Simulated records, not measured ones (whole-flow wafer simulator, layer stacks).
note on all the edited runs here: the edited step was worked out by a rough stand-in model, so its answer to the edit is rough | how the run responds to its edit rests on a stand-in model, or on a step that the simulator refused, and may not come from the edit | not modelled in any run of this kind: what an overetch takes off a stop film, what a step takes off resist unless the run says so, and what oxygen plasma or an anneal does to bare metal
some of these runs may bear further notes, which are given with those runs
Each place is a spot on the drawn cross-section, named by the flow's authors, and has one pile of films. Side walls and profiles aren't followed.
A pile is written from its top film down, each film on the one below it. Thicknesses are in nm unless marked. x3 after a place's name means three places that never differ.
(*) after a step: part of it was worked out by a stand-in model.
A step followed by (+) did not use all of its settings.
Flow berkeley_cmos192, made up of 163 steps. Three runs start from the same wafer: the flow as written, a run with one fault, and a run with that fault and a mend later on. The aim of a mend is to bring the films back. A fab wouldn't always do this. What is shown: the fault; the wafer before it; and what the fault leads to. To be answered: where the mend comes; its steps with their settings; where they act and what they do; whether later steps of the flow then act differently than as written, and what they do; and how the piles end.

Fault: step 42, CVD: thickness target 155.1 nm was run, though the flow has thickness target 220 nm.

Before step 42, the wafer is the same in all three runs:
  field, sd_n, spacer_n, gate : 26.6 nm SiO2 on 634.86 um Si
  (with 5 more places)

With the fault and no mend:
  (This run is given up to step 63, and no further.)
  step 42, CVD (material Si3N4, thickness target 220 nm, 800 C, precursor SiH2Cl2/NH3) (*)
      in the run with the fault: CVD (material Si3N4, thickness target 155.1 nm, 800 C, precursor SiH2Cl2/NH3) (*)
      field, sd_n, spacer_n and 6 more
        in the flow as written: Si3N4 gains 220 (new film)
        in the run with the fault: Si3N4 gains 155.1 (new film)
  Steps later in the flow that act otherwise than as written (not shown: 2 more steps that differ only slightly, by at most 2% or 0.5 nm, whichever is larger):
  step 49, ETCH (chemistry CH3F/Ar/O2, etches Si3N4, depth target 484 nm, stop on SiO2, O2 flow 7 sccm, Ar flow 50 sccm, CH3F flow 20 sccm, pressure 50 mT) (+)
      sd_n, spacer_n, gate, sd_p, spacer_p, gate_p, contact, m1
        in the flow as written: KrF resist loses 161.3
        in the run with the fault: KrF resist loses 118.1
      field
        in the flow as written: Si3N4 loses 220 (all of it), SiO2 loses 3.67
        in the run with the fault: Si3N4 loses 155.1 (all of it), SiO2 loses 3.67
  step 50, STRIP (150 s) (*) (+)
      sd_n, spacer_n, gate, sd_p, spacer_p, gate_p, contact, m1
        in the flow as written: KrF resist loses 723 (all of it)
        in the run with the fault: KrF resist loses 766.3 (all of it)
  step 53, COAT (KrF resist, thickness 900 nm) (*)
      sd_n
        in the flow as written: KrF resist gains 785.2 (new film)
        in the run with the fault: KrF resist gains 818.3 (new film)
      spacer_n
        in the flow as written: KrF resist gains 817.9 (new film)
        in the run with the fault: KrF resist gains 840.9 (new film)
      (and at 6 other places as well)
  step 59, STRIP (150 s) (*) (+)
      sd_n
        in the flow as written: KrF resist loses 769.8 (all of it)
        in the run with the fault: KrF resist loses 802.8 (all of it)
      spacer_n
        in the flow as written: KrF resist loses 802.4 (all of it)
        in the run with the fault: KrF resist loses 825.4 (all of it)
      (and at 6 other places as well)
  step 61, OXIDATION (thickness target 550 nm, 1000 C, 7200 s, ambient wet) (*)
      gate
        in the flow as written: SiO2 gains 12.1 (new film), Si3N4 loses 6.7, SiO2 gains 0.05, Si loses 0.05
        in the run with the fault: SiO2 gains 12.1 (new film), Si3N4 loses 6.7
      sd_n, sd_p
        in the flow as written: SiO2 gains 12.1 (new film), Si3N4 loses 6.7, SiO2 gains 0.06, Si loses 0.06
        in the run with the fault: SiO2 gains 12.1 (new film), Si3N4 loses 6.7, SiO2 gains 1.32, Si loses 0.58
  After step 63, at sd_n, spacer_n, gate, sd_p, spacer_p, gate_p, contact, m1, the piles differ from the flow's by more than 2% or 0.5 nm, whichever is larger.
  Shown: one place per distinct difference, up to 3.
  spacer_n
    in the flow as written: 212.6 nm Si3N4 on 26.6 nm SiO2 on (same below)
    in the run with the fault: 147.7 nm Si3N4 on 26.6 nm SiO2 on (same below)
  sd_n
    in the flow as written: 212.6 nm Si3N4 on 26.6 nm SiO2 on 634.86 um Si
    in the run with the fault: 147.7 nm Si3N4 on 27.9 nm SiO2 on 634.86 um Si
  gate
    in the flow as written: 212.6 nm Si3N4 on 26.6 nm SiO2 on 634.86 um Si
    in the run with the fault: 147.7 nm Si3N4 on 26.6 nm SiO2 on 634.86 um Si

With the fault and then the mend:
  The mend follows step 48.
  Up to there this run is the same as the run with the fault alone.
  step 48a, STRIP (150 s) (*) (+)
      sd_n, spacer_n, gate, sd_p, spacer_p, gate_p, contact, m1
        KrF resist loses 884.4 (all of it)
  step 48b, CLEAN (chemistry SPM) (a further turn of the flow's step 34)
      leaves every film unchanged at each place that is followed
  step 48c, CVD (material Si3N4, thickness target 64.9 nm, 800 C, precursor SiH2Cl2/NH3) (*) (a further turn of the flow's step 42, with different settings)
      field, sd_n, spacer_n and 6 more
        Si3N4 gains 64.9
  step 48d, HMDS (a further turn of the flow's step 43)
      leaves every film unchanged at each place that is followed
  step 48e, COAT (KrF resist, thickness 900 nm) (a further turn of the flow's step 44)
      field, sd_n, spacer_n and 6 more
        KrF resist gains 900 (new film)
  step 48f, SOFTBAKE (KrF resist) (a further turn of the flow's step 45)
      leaves every film unchanged at each place that is followed
  step 48g, EXPOSE (photomask ACTIVE, dose 18 mJ/cm2, NA 0.5, wavelength 248 nm) (*) (a further turn of the flow's step 46)
      leaves every film unchanged at each place that is followed
  step 48h, PEB (KrF resist, 130 C, 60 s) (a further turn of the flow's step 47)
      field, sd_n, spacer_n and 6 more
        KrF resist loses 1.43
  step 48i, DEVELOP (KrF resist, thickness 900 nm, developer developer-D-0.26N, 45 s) (a further turn of the flow's step 48)
      sd_n, spacer_n, gate, sd_p, spacer_p, gate_p, contact, m1
        KrF resist loses 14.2
      field
        KrF resist loses 898.6 (all of it)
  Later steps of the flow that are run all act as written at every place that is followed.
  The piles end the same as the flow's at every place that both follow.
